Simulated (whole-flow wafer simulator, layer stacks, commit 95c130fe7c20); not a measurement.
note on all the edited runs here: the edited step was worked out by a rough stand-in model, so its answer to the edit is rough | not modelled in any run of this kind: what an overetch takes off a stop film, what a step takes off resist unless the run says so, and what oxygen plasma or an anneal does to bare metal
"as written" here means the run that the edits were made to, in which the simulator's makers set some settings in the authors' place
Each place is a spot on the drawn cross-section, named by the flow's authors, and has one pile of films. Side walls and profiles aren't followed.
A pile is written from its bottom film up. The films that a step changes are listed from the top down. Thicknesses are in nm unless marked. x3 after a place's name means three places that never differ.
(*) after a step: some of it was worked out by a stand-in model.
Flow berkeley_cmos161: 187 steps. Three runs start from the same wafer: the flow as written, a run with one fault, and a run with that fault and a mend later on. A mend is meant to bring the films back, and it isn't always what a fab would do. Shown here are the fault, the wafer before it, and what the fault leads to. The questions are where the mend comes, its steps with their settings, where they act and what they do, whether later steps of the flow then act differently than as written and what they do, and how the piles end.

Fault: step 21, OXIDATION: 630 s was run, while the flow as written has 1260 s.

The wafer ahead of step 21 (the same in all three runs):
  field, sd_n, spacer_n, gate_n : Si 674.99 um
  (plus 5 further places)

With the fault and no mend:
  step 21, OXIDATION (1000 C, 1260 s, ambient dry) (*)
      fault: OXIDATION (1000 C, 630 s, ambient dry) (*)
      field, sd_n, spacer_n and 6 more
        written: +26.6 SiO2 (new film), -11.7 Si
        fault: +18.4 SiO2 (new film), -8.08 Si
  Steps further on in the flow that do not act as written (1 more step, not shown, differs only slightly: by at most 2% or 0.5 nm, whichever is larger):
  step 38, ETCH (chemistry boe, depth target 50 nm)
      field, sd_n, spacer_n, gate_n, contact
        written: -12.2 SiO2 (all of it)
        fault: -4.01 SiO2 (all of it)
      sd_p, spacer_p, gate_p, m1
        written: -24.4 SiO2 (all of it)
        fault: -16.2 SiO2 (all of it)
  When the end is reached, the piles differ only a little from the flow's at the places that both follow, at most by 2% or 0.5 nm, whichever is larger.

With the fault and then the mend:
  After step 21 comes the mend.
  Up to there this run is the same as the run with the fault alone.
  step 21a, OXIDATION (1000 C, 630 s, ambient dry) (*) (the flow's step 21 again, with other settings)
      field, sd_n, spacer_n and 6 more
        +8.19 SiO2, -3.6 Si
  Every later step of the flow that is run acts as written at every place that is followed.
  By the end, the piles equal the flow's at every place that both follow.
